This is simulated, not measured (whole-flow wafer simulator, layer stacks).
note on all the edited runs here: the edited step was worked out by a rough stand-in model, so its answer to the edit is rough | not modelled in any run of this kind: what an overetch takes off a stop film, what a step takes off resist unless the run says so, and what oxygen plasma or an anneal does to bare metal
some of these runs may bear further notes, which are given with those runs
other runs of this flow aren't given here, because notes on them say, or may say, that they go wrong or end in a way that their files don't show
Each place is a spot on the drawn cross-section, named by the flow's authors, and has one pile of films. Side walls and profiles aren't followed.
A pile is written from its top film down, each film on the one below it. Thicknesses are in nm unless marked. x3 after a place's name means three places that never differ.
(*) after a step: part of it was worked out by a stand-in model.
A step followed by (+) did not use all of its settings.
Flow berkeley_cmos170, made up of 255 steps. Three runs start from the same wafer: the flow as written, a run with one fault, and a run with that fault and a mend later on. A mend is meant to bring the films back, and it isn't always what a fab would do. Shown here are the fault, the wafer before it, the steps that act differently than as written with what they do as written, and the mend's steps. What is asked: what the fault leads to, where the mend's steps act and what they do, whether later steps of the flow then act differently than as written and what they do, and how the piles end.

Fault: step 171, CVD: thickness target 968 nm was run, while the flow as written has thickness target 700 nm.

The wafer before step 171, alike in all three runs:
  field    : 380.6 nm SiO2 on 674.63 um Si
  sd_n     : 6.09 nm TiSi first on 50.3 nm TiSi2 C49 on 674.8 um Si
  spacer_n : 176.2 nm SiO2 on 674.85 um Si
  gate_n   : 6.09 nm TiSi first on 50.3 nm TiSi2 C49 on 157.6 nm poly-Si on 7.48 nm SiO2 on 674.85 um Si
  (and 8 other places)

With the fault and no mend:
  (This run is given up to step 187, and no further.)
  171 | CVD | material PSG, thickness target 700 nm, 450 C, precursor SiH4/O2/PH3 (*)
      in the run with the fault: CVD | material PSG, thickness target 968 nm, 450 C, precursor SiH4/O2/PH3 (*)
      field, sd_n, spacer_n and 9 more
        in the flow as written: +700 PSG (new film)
        in the run with the fault: +968 PSG (new film)
  Steps further on in the flow that do not act as written (4 other steps are not shown; they differ only slightly, by no more than 2% or 0.5 nm, whichever is larger):
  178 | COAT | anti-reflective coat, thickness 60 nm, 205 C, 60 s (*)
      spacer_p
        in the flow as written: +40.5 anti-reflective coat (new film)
        in the run with the fault: +41.5 anti-reflective coat (new film)
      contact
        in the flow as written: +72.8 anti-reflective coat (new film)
        in the run with the fault: +74.4 anti-reflective coat (new film)
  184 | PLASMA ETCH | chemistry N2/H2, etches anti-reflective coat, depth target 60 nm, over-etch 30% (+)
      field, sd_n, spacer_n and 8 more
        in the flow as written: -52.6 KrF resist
        in the run with the fault: -53.7 KrF resist
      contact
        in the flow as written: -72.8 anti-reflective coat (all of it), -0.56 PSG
        in the run with the fault: -74.4 anti-reflective coat (all of it), -0.57 PSG
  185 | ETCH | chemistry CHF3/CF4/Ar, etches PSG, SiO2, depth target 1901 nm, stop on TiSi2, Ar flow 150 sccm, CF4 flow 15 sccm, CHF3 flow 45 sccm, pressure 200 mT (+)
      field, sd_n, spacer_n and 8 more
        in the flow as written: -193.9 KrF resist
        in the run with the fault: -260.9 KrF resist
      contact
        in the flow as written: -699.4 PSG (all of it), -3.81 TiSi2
        in the run with the fault: -967.4 PSG (all of it), -3.81 TiSi2
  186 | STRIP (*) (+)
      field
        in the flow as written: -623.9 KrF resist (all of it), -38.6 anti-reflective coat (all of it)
        in the run with the fault: -556.2 KrF resist (all of it), -39 anti-reflective coat (all of it)
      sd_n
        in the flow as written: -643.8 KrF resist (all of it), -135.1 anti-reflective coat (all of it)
        in the run with the fault: -574.4 KrF resist (all of it), -137.4 anti-reflective coat (all of it)
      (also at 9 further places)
  Once step 187 is done, the piles at field, sd_n, spacer_n and 8 more depart from the flow's by more than 2% or 0.5 nm, whichever is larger.
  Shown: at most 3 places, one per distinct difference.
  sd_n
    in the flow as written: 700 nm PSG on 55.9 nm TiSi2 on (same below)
    in the run with the fault: 968 nm PSG on 55.9 nm TiSi2 on (same below)
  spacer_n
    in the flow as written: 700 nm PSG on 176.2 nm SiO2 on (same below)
    in the run with the fault: 968 nm PSG on 176.2 nm SiO2 on (same below)
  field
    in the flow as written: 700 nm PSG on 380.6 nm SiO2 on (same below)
    in the run with the fault: 968 nm PSG on 380.6 nm SiO2 on (same below)

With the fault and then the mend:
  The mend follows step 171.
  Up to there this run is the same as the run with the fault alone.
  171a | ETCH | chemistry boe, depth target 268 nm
      field, sd_n, spacer_n and 9 more
        -268 PSG
  None of the later steps of the flow differs from how it acts as written, at any place that is followed, by more than 2% or 0.5 nm, whichever is larger.
  The piles end only slightly different from the flow's at the places that both follow, by no more than 2% or 0.5 nm, whichever is larger.
